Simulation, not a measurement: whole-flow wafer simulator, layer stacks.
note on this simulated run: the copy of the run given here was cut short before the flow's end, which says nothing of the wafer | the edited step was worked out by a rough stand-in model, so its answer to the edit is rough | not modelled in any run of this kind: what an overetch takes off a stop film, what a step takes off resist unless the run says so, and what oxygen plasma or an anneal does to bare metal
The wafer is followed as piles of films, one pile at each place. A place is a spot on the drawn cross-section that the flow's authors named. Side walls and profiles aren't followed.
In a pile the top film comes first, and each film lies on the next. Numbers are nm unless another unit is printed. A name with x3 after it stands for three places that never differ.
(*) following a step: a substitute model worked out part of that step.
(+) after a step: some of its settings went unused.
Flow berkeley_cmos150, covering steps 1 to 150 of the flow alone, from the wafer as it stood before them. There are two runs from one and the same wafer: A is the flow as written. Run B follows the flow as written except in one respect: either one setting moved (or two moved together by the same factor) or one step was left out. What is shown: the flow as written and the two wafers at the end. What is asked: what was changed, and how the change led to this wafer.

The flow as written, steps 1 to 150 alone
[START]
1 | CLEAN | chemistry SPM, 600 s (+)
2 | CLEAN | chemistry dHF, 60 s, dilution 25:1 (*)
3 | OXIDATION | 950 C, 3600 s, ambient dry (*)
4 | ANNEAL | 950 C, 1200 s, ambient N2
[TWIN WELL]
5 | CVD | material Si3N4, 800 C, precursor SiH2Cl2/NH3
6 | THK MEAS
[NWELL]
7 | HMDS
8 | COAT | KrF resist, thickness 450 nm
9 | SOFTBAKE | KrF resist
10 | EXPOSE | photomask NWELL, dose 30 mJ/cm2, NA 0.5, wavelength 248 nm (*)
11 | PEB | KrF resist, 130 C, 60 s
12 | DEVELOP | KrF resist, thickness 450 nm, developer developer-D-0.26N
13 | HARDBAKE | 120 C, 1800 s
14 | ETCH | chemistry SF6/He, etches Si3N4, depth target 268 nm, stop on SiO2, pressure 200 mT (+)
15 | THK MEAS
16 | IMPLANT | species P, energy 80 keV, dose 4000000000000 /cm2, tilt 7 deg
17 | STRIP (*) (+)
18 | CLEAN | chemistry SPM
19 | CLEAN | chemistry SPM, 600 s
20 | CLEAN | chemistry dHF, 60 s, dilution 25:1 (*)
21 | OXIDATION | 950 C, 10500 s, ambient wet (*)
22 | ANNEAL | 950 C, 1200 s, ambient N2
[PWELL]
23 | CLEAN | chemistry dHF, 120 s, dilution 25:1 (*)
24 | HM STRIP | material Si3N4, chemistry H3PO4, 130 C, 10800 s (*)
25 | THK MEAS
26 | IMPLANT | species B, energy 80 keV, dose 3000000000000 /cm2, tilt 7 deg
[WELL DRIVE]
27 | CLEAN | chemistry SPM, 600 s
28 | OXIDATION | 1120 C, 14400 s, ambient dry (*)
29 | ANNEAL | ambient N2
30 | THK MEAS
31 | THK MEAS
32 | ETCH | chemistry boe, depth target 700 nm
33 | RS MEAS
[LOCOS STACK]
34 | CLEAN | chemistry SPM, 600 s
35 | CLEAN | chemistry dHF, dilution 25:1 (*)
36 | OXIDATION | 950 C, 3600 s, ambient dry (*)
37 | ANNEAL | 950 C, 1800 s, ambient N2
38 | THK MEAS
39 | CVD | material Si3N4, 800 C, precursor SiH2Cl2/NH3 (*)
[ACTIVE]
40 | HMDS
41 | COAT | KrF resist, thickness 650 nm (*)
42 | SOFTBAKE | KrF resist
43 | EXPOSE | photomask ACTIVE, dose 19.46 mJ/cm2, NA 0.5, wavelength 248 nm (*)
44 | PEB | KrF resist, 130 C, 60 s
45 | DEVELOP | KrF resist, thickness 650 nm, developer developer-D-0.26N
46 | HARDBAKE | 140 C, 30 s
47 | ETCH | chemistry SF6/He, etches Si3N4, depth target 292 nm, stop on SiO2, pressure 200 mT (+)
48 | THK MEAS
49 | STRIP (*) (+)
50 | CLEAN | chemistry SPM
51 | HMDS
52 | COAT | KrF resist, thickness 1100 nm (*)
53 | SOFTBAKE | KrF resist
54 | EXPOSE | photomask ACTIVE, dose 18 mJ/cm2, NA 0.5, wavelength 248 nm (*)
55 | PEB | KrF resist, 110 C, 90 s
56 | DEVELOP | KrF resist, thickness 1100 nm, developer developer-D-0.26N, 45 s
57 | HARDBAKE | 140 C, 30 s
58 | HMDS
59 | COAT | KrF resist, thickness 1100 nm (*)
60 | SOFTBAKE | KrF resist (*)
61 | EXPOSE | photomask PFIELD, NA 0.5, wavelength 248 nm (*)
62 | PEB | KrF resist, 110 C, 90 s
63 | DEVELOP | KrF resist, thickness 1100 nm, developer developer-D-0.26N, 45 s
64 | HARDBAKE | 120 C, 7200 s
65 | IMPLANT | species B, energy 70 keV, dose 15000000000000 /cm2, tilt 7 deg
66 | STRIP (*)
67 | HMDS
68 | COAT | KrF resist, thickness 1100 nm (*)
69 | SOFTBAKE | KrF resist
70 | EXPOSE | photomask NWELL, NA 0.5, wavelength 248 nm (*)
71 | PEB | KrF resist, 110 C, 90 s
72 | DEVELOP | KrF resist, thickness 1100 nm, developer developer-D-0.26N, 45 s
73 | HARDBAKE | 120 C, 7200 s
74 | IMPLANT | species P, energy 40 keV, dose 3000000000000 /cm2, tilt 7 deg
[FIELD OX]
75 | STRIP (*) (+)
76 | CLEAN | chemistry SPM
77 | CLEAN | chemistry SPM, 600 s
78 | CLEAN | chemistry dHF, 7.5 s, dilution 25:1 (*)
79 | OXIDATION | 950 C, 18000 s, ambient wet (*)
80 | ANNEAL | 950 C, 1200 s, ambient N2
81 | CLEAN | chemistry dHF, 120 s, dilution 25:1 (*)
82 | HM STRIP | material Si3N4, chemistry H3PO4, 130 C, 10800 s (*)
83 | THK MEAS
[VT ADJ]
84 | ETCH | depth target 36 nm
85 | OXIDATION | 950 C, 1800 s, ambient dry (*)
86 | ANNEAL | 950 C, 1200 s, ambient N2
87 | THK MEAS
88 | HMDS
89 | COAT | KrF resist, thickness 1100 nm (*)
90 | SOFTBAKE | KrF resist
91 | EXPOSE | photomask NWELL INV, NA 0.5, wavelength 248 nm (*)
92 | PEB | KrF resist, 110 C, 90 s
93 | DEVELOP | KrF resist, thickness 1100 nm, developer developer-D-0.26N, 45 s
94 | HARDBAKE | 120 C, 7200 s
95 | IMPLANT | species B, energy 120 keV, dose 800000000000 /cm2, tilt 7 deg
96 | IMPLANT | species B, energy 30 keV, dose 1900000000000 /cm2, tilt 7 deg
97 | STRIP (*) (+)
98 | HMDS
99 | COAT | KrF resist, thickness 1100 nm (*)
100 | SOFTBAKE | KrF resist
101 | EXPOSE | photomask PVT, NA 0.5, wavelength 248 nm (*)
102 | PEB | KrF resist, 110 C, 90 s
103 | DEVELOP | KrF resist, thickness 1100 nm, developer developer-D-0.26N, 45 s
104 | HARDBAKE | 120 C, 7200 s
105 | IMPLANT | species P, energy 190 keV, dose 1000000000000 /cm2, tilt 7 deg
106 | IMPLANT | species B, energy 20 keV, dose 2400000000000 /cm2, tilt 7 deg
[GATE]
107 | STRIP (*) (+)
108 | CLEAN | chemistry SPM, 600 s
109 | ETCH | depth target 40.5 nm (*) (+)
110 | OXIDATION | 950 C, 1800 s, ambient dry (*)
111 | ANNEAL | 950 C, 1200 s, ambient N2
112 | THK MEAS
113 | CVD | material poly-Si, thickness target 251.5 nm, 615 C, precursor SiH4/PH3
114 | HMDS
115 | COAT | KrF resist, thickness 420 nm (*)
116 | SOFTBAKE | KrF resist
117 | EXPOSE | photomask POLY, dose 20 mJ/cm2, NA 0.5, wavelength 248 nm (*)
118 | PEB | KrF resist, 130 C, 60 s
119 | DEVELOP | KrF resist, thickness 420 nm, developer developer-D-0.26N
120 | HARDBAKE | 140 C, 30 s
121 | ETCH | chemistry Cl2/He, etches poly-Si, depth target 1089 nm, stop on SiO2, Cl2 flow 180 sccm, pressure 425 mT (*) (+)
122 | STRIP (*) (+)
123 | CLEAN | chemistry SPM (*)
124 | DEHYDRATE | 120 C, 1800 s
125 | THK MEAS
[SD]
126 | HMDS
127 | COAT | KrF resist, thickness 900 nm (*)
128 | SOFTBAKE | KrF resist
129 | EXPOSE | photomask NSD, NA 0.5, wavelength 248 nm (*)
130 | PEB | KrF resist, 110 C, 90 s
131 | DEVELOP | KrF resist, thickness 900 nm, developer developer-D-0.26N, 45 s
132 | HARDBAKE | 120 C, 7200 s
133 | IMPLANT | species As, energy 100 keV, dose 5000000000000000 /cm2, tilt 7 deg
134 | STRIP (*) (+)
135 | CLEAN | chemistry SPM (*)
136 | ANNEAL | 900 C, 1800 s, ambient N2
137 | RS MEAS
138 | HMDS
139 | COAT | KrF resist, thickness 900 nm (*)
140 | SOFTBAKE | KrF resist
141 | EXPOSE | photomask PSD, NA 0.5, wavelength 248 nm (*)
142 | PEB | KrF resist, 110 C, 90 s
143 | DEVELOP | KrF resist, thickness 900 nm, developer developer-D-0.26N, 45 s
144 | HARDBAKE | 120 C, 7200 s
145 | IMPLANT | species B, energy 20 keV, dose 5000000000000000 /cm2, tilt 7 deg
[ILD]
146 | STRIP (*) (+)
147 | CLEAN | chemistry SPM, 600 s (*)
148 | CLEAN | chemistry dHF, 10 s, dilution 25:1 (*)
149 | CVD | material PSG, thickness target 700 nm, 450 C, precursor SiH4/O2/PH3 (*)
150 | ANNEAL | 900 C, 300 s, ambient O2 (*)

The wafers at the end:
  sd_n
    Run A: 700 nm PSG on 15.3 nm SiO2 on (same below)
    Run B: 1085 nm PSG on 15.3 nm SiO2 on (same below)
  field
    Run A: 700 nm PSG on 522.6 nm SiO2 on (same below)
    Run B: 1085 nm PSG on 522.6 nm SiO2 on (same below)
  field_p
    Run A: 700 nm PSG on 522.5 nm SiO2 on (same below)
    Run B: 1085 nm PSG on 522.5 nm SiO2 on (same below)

Cause: step 149, CVD: thickness target 1085 nm was run, while the flow as written has thickness target 700 nm.
One can read it off the wafer: sd_n has PSG 1085, and step 149 as written asks for 700 nm.

How this came from the change, step by step:
  149 | CVD | material PSG, thickness target 700 nm, 450 C, precursor SiH4/O2/PH3 (*)
      field, field_p, sd_n, gate_n, gate_p, contact, m1: A +700 PSG (new film) | B +1085 PSG (new film)
      sd_p: A +639.5 PSG (new film) | B +1056.5 PSG (new film)
